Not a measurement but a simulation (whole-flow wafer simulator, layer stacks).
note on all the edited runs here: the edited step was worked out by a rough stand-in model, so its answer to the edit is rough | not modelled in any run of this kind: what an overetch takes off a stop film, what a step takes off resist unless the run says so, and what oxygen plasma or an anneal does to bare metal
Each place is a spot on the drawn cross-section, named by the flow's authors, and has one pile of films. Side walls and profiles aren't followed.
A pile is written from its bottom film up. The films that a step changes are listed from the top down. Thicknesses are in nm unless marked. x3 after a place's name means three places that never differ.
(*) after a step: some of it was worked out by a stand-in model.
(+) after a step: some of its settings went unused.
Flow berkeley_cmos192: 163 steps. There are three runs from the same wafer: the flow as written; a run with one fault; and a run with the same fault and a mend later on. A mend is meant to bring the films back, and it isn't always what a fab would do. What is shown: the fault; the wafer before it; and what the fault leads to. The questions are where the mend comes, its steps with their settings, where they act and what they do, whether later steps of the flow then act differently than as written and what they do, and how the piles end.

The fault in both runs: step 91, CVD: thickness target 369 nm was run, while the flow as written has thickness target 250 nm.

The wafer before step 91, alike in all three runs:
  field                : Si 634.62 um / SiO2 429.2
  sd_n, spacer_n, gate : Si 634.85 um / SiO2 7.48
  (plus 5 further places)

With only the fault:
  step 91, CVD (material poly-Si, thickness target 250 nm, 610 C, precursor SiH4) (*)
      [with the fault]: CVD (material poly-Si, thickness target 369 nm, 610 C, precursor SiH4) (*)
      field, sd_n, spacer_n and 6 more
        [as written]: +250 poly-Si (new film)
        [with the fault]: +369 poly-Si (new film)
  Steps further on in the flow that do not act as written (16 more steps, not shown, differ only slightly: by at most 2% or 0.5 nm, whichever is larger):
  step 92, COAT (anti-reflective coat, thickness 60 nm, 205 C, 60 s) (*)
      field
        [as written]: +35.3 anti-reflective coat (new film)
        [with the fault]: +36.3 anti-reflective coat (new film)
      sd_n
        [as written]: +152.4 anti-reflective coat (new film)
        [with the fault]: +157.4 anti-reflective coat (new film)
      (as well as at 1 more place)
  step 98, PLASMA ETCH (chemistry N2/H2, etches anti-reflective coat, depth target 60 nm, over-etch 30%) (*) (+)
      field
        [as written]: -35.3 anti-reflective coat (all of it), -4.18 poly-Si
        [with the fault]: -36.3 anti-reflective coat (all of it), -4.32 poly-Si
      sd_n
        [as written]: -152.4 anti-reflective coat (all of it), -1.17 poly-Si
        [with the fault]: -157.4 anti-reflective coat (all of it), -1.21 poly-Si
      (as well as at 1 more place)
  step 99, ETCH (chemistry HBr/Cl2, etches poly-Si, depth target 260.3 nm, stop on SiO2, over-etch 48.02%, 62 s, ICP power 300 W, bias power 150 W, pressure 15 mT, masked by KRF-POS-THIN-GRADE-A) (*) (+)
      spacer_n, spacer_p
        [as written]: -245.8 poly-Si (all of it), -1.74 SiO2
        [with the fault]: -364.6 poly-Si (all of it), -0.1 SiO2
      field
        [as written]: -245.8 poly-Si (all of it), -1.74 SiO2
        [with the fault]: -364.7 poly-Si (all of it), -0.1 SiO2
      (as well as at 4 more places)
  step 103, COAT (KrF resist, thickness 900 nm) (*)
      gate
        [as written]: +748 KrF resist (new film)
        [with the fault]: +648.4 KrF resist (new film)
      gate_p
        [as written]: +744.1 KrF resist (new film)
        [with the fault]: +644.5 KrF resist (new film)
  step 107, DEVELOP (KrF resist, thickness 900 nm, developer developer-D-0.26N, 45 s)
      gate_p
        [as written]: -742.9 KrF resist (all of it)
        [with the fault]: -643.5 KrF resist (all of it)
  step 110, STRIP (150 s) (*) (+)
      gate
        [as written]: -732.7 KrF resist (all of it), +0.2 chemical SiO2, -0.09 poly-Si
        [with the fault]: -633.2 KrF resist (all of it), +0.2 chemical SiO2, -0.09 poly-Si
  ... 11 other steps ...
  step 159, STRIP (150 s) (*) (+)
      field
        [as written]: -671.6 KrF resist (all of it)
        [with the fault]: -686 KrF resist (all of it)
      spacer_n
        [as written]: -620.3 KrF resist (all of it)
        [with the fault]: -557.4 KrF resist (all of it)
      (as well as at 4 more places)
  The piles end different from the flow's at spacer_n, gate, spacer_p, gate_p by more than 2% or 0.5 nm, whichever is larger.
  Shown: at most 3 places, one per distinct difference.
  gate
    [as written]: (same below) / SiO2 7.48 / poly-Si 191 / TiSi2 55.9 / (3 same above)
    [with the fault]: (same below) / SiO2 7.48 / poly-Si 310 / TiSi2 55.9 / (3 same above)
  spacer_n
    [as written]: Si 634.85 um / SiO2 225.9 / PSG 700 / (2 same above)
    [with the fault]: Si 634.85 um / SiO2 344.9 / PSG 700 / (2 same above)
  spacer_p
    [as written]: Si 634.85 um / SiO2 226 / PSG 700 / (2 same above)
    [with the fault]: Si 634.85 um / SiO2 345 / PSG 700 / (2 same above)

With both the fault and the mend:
  After step 91 comes the mend.
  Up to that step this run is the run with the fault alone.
  step 91a, ETCH (chemistry tmah, depth target 424.3 nm)
      field, sd_n, spacer_n and 6 more
        -369 poly-Si (all of it)
  step 91b, CLEAN (chemistry SPM) (a further turn of the flow's step 87)
      leaves every film unchanged at each place that is followed
  step 91c, CVD (material poly-Si, thickness target 250 nm, 610 C, precursor SiH4) (*) (a further turn of the flow's step 91)
      field, sd_n, spacer_n and 6 more
        +250 poly-Si (new film)
  Later steps of the flow that are run all act as written at every place that is followed.
  By the end, the piles equal the flow's at every place that both follow.
